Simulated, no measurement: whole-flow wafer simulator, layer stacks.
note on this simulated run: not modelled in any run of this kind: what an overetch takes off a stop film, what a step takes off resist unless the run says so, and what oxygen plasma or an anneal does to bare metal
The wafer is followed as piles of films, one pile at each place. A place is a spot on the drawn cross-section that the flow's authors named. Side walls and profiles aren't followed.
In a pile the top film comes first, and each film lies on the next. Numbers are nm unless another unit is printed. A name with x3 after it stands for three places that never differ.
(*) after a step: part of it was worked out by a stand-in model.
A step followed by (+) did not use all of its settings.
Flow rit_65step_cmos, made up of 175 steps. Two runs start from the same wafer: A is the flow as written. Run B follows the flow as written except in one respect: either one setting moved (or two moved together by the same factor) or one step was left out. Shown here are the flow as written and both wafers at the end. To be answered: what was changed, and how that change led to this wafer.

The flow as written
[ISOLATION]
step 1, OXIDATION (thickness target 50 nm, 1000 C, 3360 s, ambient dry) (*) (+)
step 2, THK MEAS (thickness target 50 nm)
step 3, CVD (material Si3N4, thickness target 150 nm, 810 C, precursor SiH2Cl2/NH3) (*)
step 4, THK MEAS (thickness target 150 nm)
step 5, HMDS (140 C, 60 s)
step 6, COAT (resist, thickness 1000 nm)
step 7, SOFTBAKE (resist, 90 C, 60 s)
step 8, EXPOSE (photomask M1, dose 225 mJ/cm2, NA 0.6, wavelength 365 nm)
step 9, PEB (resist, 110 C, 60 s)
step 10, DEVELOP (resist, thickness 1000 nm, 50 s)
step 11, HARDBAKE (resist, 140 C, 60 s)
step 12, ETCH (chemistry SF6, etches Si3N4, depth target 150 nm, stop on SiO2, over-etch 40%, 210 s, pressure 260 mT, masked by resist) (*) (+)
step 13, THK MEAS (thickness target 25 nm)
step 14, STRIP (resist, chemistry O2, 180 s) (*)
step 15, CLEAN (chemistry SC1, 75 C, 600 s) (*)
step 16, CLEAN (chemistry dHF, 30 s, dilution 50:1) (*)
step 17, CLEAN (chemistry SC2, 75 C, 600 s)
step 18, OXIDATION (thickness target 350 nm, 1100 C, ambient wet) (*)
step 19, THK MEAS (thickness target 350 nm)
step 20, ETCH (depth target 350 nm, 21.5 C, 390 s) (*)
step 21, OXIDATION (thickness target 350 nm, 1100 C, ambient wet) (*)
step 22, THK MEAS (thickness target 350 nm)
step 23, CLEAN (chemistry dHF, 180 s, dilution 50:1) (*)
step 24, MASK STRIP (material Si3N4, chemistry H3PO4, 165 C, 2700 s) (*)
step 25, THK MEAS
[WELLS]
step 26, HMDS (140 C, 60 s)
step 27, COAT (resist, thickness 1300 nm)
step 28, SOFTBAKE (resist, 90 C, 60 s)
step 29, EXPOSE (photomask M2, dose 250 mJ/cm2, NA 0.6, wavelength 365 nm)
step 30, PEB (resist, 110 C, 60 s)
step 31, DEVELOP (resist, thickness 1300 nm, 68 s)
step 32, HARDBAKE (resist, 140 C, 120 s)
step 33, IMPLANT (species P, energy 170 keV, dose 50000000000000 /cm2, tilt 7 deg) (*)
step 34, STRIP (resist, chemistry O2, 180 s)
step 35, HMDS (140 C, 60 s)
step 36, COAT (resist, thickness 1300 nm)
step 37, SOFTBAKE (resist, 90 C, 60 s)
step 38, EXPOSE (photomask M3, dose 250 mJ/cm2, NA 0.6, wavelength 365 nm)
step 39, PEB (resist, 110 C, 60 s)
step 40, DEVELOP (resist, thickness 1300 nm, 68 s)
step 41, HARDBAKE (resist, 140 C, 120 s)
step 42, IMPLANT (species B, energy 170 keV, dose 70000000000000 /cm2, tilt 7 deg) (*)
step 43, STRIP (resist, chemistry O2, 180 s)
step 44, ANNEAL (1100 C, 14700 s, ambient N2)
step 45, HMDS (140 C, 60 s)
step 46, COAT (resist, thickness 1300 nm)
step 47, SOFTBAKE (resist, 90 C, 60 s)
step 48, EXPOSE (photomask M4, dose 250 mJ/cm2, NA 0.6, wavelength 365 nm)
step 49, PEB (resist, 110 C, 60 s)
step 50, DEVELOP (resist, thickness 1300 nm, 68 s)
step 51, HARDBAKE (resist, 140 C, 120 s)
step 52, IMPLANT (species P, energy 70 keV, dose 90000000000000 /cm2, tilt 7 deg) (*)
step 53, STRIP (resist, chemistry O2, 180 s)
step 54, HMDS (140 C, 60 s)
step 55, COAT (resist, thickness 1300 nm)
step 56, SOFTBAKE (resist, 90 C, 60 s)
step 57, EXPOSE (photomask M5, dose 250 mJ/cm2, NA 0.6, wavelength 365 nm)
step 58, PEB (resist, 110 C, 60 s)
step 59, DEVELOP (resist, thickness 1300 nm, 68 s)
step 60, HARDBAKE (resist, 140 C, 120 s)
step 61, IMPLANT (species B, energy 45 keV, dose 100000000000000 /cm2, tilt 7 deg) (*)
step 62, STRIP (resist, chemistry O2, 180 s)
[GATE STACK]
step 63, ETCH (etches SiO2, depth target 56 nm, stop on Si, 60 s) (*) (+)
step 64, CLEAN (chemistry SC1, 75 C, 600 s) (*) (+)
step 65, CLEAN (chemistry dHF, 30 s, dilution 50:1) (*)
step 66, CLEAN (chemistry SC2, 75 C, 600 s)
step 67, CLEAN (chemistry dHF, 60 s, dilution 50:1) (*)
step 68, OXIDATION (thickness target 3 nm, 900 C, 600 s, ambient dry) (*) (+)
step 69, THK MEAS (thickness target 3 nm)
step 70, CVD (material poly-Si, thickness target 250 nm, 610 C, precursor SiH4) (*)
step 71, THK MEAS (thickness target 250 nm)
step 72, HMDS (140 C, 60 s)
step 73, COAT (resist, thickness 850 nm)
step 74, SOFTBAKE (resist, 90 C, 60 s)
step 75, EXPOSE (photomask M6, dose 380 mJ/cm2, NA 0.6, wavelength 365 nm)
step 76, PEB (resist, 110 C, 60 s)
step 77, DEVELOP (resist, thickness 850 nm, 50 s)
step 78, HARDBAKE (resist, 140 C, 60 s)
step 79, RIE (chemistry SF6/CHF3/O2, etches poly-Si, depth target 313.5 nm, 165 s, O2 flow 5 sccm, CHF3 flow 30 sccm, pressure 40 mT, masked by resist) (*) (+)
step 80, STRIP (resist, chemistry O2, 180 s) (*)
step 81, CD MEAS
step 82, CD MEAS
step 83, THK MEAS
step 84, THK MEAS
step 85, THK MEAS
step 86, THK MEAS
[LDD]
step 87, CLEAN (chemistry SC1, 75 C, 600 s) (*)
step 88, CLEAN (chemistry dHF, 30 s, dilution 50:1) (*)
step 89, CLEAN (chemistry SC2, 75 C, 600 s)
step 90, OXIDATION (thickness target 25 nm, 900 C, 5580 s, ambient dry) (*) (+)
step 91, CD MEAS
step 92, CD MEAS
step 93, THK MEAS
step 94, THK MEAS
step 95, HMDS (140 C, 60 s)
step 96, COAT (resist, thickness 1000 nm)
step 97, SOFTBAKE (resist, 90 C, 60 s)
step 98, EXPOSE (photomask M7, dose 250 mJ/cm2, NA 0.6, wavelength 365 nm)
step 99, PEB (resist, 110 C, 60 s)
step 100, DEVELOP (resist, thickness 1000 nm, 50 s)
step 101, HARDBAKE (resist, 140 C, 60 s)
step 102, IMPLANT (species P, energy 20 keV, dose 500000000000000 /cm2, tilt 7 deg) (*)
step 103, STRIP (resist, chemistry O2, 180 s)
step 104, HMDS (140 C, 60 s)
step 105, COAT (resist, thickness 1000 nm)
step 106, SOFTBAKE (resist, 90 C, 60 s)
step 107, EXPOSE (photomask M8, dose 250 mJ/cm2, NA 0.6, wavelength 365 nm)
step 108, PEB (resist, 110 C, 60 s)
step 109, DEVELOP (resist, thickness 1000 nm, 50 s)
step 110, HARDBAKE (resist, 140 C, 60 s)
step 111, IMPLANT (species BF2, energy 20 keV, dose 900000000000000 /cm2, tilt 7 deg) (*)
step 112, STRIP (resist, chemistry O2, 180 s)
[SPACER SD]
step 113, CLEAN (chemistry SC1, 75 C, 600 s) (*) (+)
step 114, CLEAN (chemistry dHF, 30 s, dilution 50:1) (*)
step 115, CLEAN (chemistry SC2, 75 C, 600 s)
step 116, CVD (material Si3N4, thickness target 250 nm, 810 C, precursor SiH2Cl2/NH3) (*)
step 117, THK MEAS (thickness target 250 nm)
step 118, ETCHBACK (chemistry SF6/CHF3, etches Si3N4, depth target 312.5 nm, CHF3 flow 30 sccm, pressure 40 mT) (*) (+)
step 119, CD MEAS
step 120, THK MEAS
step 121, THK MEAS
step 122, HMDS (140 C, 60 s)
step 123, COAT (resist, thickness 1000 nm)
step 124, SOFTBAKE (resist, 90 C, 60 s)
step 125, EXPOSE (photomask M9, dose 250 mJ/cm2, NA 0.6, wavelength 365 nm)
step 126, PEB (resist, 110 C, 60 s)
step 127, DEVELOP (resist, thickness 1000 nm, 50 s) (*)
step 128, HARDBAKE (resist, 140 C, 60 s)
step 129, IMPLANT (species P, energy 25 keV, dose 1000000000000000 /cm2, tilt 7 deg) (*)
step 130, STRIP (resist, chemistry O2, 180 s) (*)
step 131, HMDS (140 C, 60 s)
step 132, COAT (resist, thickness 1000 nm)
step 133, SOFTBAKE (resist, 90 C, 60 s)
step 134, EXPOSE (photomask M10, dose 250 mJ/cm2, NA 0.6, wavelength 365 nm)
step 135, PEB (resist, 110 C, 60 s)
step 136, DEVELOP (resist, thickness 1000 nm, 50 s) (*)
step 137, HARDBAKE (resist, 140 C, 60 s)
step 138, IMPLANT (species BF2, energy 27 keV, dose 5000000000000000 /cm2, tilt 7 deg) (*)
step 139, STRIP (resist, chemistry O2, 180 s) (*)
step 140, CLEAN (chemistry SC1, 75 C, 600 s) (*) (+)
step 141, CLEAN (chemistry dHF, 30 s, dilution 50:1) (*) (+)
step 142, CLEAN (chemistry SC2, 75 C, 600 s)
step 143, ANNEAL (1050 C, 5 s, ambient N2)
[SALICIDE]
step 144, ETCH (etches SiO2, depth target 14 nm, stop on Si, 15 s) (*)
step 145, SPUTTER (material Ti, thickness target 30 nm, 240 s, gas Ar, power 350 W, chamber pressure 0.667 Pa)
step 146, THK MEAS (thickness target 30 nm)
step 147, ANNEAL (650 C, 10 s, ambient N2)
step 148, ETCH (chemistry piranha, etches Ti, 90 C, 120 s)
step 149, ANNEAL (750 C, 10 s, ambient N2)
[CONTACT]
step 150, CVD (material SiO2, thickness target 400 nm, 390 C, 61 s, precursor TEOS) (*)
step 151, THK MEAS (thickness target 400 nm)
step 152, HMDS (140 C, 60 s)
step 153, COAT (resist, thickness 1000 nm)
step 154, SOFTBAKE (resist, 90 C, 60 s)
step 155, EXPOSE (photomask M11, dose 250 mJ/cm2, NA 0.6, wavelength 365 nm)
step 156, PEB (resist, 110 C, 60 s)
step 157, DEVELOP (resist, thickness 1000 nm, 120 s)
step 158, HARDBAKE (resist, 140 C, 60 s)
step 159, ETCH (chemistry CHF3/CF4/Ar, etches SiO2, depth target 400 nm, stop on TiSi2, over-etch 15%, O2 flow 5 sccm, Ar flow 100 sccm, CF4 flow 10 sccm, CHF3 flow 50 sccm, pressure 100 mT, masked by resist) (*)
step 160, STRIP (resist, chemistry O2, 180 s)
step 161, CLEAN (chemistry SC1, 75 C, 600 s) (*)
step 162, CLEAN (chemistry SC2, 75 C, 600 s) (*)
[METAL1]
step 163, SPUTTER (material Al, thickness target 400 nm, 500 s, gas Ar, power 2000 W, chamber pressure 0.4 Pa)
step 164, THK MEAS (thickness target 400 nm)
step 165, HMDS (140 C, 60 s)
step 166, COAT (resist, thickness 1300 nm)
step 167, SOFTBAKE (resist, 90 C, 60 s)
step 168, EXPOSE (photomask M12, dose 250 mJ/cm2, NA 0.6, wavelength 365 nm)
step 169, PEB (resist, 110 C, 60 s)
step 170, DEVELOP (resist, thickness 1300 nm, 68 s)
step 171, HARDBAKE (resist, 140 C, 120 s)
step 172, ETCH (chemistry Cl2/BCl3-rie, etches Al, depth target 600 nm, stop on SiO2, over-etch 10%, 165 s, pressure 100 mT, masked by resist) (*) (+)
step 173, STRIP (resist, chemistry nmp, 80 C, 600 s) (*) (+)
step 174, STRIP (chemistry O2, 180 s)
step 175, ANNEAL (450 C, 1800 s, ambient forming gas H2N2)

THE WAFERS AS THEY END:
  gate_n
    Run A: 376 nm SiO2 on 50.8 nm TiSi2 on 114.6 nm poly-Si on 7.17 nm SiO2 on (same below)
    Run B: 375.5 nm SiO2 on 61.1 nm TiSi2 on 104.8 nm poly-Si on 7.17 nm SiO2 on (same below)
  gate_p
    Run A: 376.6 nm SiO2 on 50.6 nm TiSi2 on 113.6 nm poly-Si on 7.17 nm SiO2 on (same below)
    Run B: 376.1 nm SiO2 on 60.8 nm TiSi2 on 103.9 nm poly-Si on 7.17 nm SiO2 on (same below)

Cause: step 145, SPUTTER: thickness target 36 nm was run, though the flow has thickness target 30 nm.

How this came from the change, step by step:
  step 145, SPUTTER (material Ti, thickness target 30 nm, 240 s, gas Ar, power 350 W, chamber pressure 0.667 Pa)
      field, field_pw, field_nw, field_p, spacer, spacer_p: A +30 Ti (new film) | B +36 Ti (new film)
      gate_n: A +27.3 Ti (new film) | B +32.8 Ti (new film)
      (also at 1 further place)
  step 147, ANNEAL (650 C, 10 s, ambient N2)
      gate_n: A -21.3 Ti, +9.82 TiSi first (new film), +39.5 TiSi2 C49 (new film), -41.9 poly-Si | B -25.6 Ti, +22.2 TiSi first (new film), +32 TiSi2 C49 (new film), -43.5 poly-Si
      gate_p: A -21.2 Ti, +9.56 TiSi first (new film), +39.6 TiSi2 C49 (new film), -41.9 poly-Si | B -25.5 Ti, +21.8 TiSi first (new film), +32.3 TiSi2 C49 (new film), -43.5 poly-Si
  step 148, ETCH (chemistry piranha, etches Ti, 90 C, 120 s)
      field, field_pw, field_nw, field_p, spacer, spacer_p: A -30 Ti (all of it) | B -36 Ti (all of it)
      gate_n: A -6 Ti (all of it), -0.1 TiSi first | B -7.21 Ti (all of it), -0.1 TiSi first
      (also at 1 further place)
  step 149, ANNEAL (750 C, 10 s, ambient N2)
      gate_n: A +50.8 TiSi2 (new film), -9.72 TiSi first (all of it), -39.5 TiSi2 C49 (all of it), -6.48 poly-Si | B +61.1 TiSi2 (new film), -22.1 TiSi first (all of it), -32 TiSi2 C49 (all of it), -14.7 poly-Si
      gate_p: A +50.6 TiSi2 (new film), -9.46 TiSi first (all of it), -39.6 TiSi2 C49 (all of it), -6.31 poly-Si | B +60.8 TiSi2 (new film), -21.7 TiSi first (all of it), -32.3 TiSi2 C49 (all of it), -14.5 poly-Si
